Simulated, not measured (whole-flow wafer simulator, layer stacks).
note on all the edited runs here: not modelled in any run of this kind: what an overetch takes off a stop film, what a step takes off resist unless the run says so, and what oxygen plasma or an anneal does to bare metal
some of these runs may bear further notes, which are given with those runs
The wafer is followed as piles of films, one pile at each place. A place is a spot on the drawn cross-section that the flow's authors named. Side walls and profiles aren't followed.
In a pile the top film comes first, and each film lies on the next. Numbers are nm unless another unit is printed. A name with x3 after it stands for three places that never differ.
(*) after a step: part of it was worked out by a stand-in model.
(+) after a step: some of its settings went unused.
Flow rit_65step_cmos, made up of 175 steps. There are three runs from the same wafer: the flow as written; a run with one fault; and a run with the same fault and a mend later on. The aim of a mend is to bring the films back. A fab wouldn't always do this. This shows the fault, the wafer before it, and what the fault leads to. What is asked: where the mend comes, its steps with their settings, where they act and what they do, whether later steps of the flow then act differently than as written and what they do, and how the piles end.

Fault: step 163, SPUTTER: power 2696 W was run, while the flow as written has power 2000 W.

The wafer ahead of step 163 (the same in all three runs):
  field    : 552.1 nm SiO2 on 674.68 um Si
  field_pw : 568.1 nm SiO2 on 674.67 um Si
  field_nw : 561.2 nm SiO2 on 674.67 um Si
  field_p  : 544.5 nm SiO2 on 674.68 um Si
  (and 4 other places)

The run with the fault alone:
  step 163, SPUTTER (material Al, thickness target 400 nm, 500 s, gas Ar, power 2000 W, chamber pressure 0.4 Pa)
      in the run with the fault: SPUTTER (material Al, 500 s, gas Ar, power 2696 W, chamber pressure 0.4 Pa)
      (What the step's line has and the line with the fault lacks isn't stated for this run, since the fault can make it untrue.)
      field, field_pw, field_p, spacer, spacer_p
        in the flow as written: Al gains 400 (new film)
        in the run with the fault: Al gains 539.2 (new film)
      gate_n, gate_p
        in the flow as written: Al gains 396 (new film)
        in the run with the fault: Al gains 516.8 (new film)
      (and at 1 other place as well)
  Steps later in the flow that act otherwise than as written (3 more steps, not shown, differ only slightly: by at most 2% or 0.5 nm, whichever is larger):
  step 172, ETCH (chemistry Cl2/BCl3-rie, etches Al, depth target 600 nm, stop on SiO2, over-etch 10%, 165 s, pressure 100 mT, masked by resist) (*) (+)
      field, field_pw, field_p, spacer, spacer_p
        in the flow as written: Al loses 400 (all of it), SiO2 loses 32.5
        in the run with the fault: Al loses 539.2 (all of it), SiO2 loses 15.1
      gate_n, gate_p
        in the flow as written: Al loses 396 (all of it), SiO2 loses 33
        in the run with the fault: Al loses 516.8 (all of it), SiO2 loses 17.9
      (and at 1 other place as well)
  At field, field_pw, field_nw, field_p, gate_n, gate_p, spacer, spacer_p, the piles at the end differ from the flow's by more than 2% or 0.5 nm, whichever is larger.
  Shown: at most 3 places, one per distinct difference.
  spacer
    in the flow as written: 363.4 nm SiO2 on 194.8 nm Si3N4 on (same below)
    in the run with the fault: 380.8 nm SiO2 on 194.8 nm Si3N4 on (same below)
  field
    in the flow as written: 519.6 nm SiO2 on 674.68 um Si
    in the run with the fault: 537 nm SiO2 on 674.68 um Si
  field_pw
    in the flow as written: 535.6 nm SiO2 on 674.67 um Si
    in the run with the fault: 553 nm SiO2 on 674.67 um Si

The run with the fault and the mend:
  The mend stands after step 164.
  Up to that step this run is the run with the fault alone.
  step 164a, ETCH (chemistry al pan, depth target 616.9 nm)
      field, field_pw, field_nw, field_p, spacer, spacer_p
        Al loses 539.2 (all of it)
      gate_n, gate_p
        Al loses 516.8 (all of it)
  step 164b, SPUTTER (material Al, thickness target 400 nm, 500 s, gas Ar, power 2000 W, chamber pressure 0.4 Pa) (the flow's step 163 again)
      field, field_pw, field_p, spacer, spacer_p
        Al gains 400 (new film)
      gate_n, gate_p
        Al gains 396 (new film)
      field_nw
        Al gains 397.2 (new film)
  None of the later steps of the flow acts differently than as written at any place that is followed.
  The piles end the same as the flow's at every place that both follow.
